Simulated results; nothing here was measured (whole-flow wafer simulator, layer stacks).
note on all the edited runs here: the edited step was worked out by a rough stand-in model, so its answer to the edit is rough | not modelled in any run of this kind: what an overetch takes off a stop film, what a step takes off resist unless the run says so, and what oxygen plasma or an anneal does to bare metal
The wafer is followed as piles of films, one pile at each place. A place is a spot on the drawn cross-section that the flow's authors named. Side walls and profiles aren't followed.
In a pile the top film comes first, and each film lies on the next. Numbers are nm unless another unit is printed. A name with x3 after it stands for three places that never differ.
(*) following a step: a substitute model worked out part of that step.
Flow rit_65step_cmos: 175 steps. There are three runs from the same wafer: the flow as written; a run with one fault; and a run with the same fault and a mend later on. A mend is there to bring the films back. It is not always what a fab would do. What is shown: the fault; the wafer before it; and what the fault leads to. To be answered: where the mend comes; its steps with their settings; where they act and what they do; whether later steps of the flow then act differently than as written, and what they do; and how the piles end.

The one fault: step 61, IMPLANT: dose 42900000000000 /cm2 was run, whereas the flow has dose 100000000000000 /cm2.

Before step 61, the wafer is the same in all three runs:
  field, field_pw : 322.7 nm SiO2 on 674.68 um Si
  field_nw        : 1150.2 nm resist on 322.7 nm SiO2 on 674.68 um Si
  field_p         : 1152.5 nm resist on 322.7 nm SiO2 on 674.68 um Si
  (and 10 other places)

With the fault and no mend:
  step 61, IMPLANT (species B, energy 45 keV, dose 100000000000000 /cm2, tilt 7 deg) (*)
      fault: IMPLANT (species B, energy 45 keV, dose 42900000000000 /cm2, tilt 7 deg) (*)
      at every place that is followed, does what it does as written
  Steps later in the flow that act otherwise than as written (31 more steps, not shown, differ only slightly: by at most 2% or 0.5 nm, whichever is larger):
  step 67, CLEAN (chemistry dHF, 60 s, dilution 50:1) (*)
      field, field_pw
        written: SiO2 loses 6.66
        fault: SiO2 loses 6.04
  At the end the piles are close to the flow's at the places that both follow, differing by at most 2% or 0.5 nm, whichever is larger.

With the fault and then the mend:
  The mend stands after step 62.
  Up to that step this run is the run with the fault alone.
  step 62a, HMDS (140 C, 60 s) (the flow's step 54 again)
      leaves every film unchanged at each place that is followed
  step 62b, COAT (resist, thickness 1300 nm) (the flow's step 55 again)
      gate_n, gate_p, spacer, spacer_p, contact
        resist gains 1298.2 (new film)
      active_n, active_p, sd_p
        resist gains 1297.4 (new film)
      field_pw, field_nw
        resist gains 1313 (new film)
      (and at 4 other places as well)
  step 62c, SOFTBAKE (resist, 90 C, 60 s) (the flow's step 56 again)
      leaves every film unchanged at each place that is followed
  step 62d, EXPOSE (photomask M5, dose 250 mJ/cm2, NA 0.6, wavelength 365 nm) (the flow's step 57 again)
      leaves every film unchanged at each place that is followed
  step 62e, PEB (resist, 110 C, 60 s) (the flow's step 58 again)
      gate_n, gate_p, spacer, spacer_p, contact, m1
        resist loses 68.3
      active_n, active_p, sd_n, sd_p
        resist loses 68.2
      field, field_p
        resist loses 69.2
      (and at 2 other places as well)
  step 62f, DEVELOP (resist, thickness 1300 nm, 68 s) (the flow's step 59 again)
      gate_n, spacer, contact
        resist loses 1229.9 (all of it)
      field
        resist loses 1246.5 (all of it)
      field_pw
        resist loses 1243.9 (all of it)
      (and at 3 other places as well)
  step 62g, HARDBAKE (resist, 140 C, 120 s) (the flow's step 60 again)
      active_p, gate_p, spacer_p
        resist loses 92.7
      field_nw
        resist loses 93.8
      field_p
        resist loses 94
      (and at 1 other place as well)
  step 62h, IMPLANT (species B, energy 45 keV, dose 57100000000000 /cm2, tilt 7 deg) (*) (the flow's step 61 again, with other settings)
      leaves every film unchanged at each place that is followed
  step 62i, STRIP (resist, chemistry O2, 180 s) (the flow's step 62 again)
      active_p, sd_p
        resist loses 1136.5 (all of it)
      gate_p, spacer_p
        resist loses 1137.2 (all of it)
      field_nw
        resist loses 1150.2 (all of it)
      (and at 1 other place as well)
  Later steps of the flow that are run all act as written at every place that is followed.
  By the end, the piles equal the flow's at every place that both follow.
